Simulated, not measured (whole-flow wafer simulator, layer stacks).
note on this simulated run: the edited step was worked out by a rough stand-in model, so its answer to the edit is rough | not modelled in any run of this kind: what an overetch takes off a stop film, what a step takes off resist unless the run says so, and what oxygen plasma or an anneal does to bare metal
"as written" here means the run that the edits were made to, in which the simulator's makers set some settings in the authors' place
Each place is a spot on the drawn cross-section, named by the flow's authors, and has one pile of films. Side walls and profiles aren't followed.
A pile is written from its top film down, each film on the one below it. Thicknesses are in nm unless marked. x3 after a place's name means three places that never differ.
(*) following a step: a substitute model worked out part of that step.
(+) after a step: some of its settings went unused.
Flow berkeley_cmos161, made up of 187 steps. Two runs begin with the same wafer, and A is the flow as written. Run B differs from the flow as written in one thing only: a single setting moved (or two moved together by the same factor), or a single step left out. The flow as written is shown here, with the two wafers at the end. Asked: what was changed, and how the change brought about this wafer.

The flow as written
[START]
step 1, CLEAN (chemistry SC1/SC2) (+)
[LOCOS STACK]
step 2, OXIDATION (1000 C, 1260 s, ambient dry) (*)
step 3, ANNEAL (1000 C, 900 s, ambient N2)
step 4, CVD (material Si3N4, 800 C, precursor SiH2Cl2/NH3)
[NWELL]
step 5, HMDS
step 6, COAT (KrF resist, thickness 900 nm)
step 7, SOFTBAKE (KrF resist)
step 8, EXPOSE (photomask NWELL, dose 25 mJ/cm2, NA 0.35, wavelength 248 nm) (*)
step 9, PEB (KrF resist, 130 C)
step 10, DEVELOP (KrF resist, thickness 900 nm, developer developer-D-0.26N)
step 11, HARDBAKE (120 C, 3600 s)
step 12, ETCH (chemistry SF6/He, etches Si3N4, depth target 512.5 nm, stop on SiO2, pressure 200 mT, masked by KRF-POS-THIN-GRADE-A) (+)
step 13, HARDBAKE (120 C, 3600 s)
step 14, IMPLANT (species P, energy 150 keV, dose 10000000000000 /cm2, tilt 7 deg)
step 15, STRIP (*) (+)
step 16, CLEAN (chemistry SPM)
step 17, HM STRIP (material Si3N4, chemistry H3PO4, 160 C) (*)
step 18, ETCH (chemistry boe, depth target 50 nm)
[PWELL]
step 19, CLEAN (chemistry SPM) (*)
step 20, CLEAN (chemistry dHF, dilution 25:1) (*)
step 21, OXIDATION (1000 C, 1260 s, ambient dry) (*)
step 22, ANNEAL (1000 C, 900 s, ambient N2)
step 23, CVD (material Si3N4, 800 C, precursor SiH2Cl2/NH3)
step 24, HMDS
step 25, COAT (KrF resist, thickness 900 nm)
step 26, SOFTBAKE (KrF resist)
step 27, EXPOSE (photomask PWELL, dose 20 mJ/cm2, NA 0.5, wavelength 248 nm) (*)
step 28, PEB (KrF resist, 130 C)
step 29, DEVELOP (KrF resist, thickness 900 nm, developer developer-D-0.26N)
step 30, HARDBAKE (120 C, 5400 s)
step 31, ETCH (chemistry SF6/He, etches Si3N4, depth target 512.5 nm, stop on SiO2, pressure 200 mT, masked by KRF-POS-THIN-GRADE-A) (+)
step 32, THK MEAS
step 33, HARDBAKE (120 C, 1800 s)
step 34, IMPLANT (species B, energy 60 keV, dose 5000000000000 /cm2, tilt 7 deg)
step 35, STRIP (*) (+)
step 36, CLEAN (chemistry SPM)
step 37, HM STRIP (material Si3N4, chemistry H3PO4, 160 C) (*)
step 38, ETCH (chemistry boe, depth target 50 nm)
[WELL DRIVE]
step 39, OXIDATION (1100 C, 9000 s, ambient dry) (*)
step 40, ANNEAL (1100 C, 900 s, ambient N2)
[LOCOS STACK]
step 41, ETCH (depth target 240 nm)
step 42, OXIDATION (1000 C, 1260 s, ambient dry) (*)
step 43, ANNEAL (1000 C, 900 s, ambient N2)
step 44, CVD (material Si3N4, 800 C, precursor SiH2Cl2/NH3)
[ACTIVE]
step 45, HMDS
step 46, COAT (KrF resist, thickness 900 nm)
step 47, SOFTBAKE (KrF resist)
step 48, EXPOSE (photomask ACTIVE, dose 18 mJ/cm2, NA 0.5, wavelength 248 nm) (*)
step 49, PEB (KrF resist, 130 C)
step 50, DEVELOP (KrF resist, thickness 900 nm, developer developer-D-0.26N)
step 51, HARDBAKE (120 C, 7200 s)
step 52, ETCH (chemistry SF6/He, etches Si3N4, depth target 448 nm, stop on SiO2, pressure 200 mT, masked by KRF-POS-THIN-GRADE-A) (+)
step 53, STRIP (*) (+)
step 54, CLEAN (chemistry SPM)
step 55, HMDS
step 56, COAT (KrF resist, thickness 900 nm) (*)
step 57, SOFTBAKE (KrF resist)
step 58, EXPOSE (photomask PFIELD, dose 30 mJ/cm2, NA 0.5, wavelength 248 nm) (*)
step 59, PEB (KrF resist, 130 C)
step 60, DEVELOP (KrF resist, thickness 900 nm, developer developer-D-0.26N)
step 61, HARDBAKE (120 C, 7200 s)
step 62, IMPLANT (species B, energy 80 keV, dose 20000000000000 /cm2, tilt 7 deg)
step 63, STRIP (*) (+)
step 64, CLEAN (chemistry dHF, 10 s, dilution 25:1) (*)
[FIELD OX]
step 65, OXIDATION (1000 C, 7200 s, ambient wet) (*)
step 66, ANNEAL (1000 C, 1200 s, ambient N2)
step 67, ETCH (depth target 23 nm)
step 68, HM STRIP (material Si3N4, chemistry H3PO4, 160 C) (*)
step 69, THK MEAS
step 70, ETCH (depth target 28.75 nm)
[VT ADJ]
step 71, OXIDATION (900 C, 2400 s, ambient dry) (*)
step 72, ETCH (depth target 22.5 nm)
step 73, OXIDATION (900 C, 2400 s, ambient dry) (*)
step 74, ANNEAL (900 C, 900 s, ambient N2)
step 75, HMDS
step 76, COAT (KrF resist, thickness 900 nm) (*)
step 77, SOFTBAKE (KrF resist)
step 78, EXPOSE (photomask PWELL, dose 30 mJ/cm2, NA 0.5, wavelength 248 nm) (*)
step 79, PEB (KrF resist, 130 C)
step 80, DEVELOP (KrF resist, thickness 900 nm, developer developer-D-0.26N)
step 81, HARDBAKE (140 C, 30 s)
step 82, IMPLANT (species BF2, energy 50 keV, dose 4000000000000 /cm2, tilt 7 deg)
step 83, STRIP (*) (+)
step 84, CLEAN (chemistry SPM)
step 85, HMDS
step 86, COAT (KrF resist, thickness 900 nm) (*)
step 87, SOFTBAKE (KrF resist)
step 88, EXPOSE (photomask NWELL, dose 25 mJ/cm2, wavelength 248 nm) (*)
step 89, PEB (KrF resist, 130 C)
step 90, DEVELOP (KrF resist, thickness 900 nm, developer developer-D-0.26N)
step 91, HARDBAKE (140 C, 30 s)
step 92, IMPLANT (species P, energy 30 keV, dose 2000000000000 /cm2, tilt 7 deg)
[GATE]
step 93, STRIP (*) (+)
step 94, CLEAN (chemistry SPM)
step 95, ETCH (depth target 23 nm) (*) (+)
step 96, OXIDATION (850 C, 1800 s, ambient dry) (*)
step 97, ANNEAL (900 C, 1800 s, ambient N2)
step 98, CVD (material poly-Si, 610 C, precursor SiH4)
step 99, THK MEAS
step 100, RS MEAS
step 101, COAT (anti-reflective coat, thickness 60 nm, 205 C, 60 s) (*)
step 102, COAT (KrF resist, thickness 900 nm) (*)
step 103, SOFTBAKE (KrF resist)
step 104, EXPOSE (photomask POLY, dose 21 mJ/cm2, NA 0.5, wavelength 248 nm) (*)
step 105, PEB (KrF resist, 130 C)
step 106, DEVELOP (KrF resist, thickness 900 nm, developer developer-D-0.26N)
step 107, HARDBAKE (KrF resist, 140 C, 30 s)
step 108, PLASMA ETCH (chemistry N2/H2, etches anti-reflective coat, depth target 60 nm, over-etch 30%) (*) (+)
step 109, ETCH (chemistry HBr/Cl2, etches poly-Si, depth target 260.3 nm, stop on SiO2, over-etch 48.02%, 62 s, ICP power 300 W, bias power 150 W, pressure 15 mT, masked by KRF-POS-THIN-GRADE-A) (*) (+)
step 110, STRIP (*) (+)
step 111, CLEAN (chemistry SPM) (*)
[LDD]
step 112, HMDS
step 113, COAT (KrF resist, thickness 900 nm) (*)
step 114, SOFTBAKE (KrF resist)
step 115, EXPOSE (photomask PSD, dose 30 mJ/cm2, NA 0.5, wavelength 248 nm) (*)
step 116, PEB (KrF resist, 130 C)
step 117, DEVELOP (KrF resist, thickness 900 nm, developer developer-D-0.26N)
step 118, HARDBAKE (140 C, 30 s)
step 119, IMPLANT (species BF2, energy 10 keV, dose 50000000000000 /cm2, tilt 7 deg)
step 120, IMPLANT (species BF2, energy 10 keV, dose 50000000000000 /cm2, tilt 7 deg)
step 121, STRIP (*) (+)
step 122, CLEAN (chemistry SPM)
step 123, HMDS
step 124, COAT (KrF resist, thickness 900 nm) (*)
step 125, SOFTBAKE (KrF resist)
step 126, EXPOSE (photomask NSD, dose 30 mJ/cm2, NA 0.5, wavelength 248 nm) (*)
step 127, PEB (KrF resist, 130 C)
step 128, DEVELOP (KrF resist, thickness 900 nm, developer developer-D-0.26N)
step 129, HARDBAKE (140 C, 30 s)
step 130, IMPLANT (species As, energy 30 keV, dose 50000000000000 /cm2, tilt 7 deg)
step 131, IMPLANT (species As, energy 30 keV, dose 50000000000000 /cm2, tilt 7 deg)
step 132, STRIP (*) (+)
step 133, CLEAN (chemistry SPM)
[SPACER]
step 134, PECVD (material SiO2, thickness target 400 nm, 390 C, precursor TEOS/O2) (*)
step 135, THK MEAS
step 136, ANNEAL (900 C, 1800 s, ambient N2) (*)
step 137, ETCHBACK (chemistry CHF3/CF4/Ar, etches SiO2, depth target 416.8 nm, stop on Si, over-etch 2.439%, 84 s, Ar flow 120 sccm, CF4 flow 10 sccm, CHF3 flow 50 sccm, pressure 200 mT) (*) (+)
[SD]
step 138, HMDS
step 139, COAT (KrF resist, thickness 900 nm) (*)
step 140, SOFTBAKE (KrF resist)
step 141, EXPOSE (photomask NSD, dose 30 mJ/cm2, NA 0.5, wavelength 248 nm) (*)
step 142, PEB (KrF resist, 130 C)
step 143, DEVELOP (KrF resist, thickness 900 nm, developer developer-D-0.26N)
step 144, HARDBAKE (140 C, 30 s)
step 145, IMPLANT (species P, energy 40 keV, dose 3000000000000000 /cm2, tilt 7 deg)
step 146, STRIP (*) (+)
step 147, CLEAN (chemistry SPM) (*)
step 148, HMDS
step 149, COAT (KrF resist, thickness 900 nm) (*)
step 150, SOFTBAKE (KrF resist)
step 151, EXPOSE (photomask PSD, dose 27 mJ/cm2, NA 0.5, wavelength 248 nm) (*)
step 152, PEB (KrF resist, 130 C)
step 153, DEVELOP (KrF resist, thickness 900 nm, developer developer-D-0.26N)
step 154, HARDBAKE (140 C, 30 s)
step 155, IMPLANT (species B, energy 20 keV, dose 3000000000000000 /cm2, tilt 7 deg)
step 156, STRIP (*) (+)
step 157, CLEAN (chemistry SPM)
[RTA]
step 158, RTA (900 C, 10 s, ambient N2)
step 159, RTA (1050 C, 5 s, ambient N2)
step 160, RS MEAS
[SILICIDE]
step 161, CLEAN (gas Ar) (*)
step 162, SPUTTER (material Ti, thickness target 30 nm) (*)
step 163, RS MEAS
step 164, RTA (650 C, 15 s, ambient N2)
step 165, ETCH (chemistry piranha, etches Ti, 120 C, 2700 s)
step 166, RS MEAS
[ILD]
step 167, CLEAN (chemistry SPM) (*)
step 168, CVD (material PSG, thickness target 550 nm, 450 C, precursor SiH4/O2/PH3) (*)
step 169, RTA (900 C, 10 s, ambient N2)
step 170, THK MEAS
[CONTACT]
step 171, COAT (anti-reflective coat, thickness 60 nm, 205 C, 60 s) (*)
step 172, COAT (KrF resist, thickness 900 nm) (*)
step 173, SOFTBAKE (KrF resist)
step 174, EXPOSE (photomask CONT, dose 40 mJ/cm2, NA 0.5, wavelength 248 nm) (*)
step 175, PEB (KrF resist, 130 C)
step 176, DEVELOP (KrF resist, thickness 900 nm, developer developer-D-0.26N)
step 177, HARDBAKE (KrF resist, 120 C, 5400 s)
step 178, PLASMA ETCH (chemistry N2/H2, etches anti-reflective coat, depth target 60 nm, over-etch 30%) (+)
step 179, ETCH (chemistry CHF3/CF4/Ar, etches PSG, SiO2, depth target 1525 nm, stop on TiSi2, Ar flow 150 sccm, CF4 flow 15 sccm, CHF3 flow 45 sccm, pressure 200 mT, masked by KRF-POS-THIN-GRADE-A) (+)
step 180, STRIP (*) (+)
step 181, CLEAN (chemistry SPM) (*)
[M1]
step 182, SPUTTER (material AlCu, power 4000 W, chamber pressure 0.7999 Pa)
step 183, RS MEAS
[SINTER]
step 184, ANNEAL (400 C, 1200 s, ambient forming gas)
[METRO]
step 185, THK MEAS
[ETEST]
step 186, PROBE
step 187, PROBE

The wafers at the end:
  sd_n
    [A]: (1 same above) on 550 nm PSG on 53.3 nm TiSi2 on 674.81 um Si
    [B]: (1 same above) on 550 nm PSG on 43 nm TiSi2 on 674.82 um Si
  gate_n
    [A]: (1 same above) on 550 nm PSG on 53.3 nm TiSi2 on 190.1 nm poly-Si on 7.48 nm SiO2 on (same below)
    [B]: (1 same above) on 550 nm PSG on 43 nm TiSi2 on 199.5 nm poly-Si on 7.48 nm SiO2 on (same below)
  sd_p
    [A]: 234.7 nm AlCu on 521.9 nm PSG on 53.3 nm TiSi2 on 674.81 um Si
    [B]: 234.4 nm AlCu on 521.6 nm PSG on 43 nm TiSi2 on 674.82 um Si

What caused this: step 162, SPUTTER: thickness target 24 nm was run, while the flow as written has thickness target 30 nm.

How this came from the change, step by step:
  step 162, SPUTTER (material Ti, thickness target 30 nm) (*)
      field, sd_n, spacer_n and 6 more: A +30 Ti (new film) | B +24 Ti (new film)
  step 164, RTA (650 C, 15 s, ambient N2)
      sd_n, sd_p, contact, m1: A -23.4 Ti, +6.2 TiSi first (new film), +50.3 TiSi2 C49 (new film), -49 Si | B -18.7 Ti, +47.6 TiSi2 C49 (new film), -42.5 Si
      gate_n, gate_p: A -23.4 Ti, +6.2 TiSi first (new film), +50.3 TiSi2 C49 (new film), -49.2 poly-Si | B -18.7 Ti, +47.6 TiSi2 C49 (new film), -42.7 poly-Si
  step 165, ETCH (chemistry piranha, etches Ti, 120 C, 2700 s)
      sd_n, gate_n, sd_p, gate_p, contact, m1: A -6.6 Ti (all of it), -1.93 TiSi first | B -5.28 Ti (all of it), -1.93 TiSi2 C49
      field, spacer_n, spacer_p: A -30 Ti (all of it) | B -24 Ti (all of it)
  step 169, RTA (900 C, 10 s, ambient N2)
      sd_n, sd_p, contact, m1: A under 1 film: +53.3 TiSi2 (new film), -4.27 TiSi first (all of it), -50.3 TiSi2 C49 (all of it), -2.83 Si | B under 1 film: +43 TiSi2 (new film), -45.7 TiSi2 C49 (all of it)
      gate_n, gate_p: A under 1 film: +53.3 TiSi2 (new film), -4.27 TiSi first (all of it), -50.3 TiSi2 C49 (all of it), -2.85 poly-Si | B under 1 film: +43 TiSi2 (new film), -45.7 TiSi2 C49 (all of it)
